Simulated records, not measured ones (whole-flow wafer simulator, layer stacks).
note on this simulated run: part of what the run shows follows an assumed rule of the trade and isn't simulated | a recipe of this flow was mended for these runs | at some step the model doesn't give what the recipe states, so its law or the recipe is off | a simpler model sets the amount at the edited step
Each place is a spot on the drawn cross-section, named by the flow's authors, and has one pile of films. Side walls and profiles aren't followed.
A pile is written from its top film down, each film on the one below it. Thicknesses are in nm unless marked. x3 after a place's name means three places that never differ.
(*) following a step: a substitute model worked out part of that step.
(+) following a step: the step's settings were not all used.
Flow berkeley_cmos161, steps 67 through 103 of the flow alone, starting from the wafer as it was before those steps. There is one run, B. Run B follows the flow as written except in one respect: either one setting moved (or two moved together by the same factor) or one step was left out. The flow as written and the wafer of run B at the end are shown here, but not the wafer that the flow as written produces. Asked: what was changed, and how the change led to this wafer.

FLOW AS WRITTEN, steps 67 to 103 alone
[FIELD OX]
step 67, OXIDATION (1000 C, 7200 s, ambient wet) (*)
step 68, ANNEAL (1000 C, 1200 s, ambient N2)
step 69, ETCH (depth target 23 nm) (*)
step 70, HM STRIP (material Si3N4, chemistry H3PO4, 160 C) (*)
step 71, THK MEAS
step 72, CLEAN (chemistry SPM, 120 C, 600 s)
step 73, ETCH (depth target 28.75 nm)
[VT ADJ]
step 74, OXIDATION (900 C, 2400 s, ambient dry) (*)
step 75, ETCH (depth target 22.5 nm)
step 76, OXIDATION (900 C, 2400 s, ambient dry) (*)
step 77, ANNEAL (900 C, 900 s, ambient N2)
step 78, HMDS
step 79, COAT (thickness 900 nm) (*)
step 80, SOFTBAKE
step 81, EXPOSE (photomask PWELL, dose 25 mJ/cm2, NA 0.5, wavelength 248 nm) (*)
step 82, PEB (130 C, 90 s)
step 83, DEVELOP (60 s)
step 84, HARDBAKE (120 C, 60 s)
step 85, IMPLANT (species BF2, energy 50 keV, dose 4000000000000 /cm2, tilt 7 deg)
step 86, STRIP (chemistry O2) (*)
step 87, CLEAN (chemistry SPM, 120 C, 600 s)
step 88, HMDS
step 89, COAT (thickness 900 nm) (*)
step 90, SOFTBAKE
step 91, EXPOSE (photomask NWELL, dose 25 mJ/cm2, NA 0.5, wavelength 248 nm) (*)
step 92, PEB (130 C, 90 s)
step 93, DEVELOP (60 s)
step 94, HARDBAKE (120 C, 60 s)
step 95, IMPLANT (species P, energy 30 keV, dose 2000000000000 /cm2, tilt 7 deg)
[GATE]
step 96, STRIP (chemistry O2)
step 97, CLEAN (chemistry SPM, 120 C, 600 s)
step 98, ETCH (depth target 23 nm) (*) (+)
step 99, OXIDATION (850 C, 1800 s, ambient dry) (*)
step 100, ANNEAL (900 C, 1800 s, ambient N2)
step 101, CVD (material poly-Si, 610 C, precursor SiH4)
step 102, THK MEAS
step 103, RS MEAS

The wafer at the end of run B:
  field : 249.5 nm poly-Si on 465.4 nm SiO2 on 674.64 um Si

Cause: step 70, HM STRIP: 139 C was run, while the flow as written has 160 C.

Step by step, how the change led to this:
  step 70, HM STRIP (material Si3N4, chemistry H3PO4, 160 C) (*)
      sd_n, spacer_n, gate_n, sd_p, spacer_p, gate_p, contact, m1: -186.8 Si3N4 (all of it), -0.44 SiO2 (it would be, as written: -186.8 Si3N4 (all of it), -8.69 SiO2)
      field: -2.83 SiO2 (it would be, as written: -14.5 SiO2)
  step 73, ETCH (depth target 28.75 nm)
      spacer_n, gate_n, spacer_p, gate_p, contact, m1: -26.1 SiO2 (all of it) (it would be, as written: -17.9 SiO2 (all of it))
      sd_n, sd_p: -26.4 SiO2 (all of it) (it would be, as written: -18.1 SiO2 (all of it))
